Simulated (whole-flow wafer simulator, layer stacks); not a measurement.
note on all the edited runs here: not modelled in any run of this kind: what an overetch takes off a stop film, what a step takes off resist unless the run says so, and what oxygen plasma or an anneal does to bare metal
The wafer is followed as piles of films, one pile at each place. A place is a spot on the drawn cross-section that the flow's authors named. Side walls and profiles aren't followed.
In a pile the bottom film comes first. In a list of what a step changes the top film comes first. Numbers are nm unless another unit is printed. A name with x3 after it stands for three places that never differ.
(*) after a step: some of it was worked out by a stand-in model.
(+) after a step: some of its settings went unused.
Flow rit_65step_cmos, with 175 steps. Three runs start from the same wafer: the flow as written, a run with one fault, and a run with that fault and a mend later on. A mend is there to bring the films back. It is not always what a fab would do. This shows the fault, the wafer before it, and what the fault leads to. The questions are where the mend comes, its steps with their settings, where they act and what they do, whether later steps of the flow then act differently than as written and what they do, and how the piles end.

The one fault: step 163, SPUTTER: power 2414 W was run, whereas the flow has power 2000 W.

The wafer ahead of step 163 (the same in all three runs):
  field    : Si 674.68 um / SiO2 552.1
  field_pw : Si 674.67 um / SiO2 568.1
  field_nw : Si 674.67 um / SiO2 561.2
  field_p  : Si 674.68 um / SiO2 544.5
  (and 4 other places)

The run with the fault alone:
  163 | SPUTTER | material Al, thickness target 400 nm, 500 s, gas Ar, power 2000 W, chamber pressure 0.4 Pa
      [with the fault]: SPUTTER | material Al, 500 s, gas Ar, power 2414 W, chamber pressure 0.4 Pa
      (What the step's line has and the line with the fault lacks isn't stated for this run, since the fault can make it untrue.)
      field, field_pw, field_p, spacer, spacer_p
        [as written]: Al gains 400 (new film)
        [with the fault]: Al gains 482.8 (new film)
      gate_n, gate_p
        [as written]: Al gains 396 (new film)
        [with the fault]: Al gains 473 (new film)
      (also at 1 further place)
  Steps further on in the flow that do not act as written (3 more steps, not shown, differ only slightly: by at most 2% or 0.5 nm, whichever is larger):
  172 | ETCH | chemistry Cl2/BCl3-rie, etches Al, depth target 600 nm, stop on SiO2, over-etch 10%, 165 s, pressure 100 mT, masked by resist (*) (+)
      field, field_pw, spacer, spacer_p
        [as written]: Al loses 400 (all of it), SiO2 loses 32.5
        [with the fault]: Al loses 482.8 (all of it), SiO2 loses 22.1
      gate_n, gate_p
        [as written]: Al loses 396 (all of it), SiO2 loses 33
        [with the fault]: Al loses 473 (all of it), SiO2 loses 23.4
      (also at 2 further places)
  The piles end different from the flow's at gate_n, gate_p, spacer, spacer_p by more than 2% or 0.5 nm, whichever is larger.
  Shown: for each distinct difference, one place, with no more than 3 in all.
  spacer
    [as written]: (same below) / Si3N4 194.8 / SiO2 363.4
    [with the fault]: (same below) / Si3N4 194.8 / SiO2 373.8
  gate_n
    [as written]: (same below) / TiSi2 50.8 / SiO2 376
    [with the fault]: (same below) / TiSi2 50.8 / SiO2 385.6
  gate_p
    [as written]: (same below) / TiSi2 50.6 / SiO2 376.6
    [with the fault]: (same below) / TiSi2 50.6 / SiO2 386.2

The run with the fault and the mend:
  The mend stands after step 164.
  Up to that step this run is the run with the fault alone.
  164a | ETCH | chemistry al pan, depth target 554.4 nm
      field, field_pw, field_nw, field_p, spacer, spacer_p
        Al loses 482.8 (all of it)
      gate_n, gate_p
        Al loses 473 (all of it)
  164b | SPUTTER | material Al, thickness target 400 nm, 500 s, gas Ar, power 2000 W, chamber pressure 0.4 Pa (the flow's step 163 again)
      field, field_pw, field_p, spacer, spacer_p
        Al gains 400 (new film)
      gate_n, gate_p
        Al gains 396 (new film)
      field_nw
        Al gains 397.2 (new film)
  Later steps of the flow that are run all act as written at every place that is followed.
  By the end, the piles equal the flow's at every place that both follow.
